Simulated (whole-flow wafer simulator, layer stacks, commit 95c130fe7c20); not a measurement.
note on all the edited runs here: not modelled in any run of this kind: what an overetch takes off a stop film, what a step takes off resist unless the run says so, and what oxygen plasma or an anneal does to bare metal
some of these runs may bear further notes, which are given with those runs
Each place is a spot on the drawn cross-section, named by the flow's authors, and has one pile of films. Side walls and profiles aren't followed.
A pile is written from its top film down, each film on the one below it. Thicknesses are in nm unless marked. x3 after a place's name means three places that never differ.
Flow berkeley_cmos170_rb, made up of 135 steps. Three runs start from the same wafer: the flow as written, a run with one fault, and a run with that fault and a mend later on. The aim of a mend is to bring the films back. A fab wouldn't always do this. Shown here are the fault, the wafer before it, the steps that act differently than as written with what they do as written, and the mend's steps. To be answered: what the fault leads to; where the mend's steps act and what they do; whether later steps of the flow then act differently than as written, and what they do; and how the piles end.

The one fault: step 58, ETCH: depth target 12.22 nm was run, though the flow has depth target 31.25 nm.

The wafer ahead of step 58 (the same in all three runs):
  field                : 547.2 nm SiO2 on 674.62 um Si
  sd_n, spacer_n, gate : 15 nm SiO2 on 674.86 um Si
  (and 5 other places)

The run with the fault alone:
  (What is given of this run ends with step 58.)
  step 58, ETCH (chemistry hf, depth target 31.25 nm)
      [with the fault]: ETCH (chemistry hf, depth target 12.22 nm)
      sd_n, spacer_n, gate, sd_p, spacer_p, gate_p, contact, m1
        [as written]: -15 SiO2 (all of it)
        [with the fault]: -12.2 SiO2
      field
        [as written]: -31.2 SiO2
        [with the fault]: -12.2 SiO2
  Once step 58 is done, the piles at field, sd_n, spacer_n and 6 more depart from the flow's by more than 2% or 0.5 nm, whichever is larger.
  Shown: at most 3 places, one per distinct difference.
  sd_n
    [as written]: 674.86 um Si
    [with the fault]: 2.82 nm SiO2 on 674.86 um Si
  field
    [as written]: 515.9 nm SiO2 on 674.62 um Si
    [with the fault]: 534.9 nm SiO2 on 674.62 um Si

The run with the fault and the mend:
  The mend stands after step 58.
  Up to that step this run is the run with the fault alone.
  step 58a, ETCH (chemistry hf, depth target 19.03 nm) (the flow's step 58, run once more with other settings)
      sd_n, spacer_n, gate, sd_p, spacer_p, gate_p, contact, m1
        -2.82 SiO2 (all of it)
      field
        -19 SiO2
  Later steps of the flow that are run all act as written at every place that is followed, up to a difference of at most 2% or 0.5 nm, whichever is larger.
  At every place that both follow, the piles at the end match the flow's.
